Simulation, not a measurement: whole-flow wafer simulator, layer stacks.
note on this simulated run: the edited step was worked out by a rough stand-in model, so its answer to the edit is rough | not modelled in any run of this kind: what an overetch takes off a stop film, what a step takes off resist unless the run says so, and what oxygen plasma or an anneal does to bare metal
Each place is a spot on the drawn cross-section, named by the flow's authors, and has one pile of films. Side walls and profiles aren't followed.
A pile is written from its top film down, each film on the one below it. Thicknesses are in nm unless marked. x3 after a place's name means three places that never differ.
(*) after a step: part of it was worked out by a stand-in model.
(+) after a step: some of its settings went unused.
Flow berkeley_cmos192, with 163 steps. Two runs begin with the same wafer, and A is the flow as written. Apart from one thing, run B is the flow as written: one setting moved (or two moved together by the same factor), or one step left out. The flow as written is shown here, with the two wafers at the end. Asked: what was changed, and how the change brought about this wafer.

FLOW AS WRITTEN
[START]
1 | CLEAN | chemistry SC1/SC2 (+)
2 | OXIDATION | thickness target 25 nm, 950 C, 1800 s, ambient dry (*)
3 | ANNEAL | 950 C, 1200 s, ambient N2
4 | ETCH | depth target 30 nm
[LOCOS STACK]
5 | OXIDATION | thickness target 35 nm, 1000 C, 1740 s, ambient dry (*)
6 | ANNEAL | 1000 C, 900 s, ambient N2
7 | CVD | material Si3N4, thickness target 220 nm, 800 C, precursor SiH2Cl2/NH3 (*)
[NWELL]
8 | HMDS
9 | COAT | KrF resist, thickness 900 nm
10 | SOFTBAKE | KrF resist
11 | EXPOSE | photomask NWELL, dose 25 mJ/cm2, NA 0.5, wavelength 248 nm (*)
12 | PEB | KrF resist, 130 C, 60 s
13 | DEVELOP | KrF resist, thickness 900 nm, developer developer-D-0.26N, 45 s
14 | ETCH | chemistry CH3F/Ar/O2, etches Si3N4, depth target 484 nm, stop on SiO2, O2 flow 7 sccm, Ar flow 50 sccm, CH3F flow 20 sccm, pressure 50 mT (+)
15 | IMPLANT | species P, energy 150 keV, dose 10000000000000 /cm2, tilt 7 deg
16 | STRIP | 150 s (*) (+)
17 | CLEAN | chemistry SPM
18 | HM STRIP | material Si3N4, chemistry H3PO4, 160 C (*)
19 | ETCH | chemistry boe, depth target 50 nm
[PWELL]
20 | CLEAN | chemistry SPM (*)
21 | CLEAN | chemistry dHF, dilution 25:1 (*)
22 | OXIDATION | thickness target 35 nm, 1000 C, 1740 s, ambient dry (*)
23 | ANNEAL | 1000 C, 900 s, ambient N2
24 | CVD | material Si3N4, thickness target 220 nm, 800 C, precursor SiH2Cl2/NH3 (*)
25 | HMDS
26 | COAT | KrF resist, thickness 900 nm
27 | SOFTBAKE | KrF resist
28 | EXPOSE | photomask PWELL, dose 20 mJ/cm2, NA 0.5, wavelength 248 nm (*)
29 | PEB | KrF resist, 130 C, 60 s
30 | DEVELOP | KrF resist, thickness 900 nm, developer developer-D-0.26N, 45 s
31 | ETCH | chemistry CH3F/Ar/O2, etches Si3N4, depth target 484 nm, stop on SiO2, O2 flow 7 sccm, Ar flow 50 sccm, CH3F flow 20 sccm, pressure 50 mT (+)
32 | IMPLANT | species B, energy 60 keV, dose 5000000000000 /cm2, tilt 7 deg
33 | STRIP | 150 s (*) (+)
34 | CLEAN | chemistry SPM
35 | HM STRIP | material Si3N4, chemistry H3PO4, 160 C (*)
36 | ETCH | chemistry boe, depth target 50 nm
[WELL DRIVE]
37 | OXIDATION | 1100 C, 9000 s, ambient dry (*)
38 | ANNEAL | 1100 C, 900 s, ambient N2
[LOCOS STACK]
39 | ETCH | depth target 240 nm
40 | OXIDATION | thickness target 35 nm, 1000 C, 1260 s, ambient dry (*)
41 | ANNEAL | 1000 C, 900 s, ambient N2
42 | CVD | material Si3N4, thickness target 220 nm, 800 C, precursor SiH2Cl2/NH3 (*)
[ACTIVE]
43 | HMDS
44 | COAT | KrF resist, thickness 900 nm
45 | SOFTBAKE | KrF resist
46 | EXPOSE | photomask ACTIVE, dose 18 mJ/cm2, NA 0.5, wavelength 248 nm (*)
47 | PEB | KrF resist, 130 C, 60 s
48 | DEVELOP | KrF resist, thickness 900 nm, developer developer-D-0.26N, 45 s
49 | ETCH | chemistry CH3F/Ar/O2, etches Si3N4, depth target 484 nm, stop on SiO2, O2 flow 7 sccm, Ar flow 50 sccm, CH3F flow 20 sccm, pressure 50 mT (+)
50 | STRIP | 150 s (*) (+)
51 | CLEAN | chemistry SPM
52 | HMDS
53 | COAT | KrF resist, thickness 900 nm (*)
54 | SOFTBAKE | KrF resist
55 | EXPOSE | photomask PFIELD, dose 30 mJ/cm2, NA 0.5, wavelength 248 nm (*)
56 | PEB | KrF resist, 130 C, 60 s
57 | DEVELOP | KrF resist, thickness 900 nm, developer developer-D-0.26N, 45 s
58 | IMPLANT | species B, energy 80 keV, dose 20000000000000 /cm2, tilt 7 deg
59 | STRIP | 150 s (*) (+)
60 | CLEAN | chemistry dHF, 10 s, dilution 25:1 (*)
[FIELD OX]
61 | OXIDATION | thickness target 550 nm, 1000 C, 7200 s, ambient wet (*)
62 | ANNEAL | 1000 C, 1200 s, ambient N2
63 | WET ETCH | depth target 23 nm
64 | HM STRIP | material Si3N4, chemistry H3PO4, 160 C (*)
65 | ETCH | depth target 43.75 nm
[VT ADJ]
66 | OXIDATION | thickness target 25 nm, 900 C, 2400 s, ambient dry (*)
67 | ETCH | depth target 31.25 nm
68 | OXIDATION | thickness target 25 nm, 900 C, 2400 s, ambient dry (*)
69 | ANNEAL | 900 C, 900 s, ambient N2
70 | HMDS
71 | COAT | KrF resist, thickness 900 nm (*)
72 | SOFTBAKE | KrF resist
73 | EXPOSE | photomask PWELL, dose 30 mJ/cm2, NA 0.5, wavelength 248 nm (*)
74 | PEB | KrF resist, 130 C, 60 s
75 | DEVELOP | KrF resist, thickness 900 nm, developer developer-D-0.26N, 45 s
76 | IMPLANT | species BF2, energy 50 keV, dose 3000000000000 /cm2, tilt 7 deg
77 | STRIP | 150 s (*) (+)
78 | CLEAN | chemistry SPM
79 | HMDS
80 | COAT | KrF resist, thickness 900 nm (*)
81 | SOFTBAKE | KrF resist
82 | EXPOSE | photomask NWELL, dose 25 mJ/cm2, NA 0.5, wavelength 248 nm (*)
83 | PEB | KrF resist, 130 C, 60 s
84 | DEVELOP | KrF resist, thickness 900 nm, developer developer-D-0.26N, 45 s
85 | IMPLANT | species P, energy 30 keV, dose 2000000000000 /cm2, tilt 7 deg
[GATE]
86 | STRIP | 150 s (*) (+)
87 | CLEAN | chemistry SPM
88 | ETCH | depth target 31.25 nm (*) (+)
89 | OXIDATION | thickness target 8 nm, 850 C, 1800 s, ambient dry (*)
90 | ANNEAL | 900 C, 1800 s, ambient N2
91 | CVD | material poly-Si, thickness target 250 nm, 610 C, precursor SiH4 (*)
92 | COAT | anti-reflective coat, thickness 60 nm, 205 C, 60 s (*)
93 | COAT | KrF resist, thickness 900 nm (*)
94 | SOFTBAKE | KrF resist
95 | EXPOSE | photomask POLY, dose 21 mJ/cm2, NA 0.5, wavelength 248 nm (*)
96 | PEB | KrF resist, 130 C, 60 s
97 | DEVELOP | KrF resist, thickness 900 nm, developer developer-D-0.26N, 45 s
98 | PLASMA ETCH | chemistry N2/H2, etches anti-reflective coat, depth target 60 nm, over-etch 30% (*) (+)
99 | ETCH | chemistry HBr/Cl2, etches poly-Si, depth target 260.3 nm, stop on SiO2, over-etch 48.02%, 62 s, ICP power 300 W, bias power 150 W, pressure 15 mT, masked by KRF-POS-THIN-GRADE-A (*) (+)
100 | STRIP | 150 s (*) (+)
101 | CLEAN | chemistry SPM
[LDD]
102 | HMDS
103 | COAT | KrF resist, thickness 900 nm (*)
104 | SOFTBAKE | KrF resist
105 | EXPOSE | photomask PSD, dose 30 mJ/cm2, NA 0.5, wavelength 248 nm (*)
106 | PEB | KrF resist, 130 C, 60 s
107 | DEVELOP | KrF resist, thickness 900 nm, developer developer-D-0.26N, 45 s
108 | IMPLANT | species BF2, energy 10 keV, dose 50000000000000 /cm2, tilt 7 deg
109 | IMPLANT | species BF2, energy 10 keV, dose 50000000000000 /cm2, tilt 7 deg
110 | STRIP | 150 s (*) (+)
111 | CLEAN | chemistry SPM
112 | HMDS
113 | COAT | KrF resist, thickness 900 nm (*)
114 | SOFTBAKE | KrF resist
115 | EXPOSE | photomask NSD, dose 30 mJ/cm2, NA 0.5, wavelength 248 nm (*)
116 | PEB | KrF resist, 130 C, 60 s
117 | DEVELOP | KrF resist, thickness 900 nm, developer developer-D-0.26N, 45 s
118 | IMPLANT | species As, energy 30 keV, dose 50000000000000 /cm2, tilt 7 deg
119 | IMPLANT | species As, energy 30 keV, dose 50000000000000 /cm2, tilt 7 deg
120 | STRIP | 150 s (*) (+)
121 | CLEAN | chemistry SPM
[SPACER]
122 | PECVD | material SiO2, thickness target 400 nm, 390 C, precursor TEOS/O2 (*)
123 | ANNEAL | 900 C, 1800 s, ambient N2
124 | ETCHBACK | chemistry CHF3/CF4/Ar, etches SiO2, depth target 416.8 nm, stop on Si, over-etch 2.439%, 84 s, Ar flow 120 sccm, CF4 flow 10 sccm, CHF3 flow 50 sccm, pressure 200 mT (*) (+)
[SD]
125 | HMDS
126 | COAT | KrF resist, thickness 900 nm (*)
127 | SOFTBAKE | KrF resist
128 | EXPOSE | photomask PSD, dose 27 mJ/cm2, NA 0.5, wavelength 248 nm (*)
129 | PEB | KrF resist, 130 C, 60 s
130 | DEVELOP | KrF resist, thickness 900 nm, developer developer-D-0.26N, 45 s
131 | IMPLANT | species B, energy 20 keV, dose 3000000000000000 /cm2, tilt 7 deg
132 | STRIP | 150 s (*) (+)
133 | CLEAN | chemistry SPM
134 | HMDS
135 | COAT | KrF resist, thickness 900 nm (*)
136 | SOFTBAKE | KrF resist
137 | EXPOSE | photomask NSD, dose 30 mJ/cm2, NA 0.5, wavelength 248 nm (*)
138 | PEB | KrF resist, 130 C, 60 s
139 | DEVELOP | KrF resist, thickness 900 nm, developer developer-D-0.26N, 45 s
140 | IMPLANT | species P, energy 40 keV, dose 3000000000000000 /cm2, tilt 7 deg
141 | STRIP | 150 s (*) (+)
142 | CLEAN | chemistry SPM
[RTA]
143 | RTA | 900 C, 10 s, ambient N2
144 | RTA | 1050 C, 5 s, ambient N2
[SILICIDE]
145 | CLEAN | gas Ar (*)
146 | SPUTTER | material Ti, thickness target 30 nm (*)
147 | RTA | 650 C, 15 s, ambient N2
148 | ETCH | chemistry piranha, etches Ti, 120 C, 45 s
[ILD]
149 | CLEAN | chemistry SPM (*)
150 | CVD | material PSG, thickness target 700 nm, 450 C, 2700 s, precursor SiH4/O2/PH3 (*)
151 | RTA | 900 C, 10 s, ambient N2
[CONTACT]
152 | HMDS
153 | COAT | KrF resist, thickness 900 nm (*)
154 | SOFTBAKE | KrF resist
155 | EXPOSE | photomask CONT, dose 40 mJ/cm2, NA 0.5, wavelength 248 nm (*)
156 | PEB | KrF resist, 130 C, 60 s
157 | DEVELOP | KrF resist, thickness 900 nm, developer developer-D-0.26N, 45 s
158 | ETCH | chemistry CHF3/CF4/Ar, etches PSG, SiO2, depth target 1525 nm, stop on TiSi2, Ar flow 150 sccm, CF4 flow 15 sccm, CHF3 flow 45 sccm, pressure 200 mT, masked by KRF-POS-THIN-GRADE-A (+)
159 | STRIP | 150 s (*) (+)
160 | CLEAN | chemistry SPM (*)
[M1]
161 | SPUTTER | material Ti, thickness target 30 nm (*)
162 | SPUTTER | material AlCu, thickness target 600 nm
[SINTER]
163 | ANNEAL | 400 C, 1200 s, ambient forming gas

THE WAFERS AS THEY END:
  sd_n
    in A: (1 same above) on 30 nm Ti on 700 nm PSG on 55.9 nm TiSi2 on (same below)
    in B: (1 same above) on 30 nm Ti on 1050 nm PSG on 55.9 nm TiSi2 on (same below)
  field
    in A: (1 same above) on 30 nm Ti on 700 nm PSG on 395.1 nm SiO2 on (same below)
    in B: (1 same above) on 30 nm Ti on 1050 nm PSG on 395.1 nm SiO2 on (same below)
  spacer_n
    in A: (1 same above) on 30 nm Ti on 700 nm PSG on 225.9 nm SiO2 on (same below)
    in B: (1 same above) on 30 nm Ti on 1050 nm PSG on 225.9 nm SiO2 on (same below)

What caused this: step 150, CVD: thickness target 1050 nm was run, though the flow has thickness target 700 nm.
The wafer itself shows it: sd_n has PSG 1050, and step 150 as written asks for 700 nm.

The path from the change to this, step by step:
  150 | CVD | material PSG, thickness target 700 nm, 450 C, 2700 s, precursor SiH4/O2/PH3 (*)
      field, sd_n, spacer_n, gate, spacer_p, gate_p, contact, m1: A +700 PSG (new film) | B +1050 PSG (new film)
      sd_p: A +665.5 PSG (new film) | B +1050 PSG (new film)
  153 | COAT | KrF resist, thickness 900 nm (*)
      sd_p: A +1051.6 KrF resist (new film) | B +1028.6 KrF resist (new film)
  158 | ETCH | chemistry CHF3/CF4/Ar, etches PSG, SiO2, depth target 1525 nm, stop on TiSi2, Ar flow 150 sccm, CF4 flow 15 sccm, CHF3 flow 45 sccm, pressure 200 mT, masked by KRF-POS-THIN-GRADE-A (+)
      field, sd_n, spacer_n, gate, sd_p, spacer_p, gate_p, m1: A -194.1 KrF resist | B -281.6 KrF resist
      contact: A -700 PSG (all of it), -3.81 TiSi2 | B -1050 PSG (all of it), -3.81 TiSi2
  159 | STRIP | 150 s (*) (+)
      field: A -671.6 KrF resist (all of it) | B -588 KrF resist (all of it)
      sd_n: A -792.3 KrF resist (all of it) | B -708 KrF resist (all of it)
      (as well as at 6 more places)
  161 | SPUTTER | material Ti, thickness target 30 nm (*)
      sd_p: A +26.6 Ti (new film) | B +27.2 Ti (new film)
      contact: A +21.1 Ti (new film) | B +17.4 Ti (new film)
  162 | SPUTTER | material AlCu, thickness target 600 nm
      sd_p: A +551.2 AlCu (new film) | B +566.7 AlCu (new film)
      contact: A +410.9 AlCu (new film) | B +333.9 AlCu (new film)
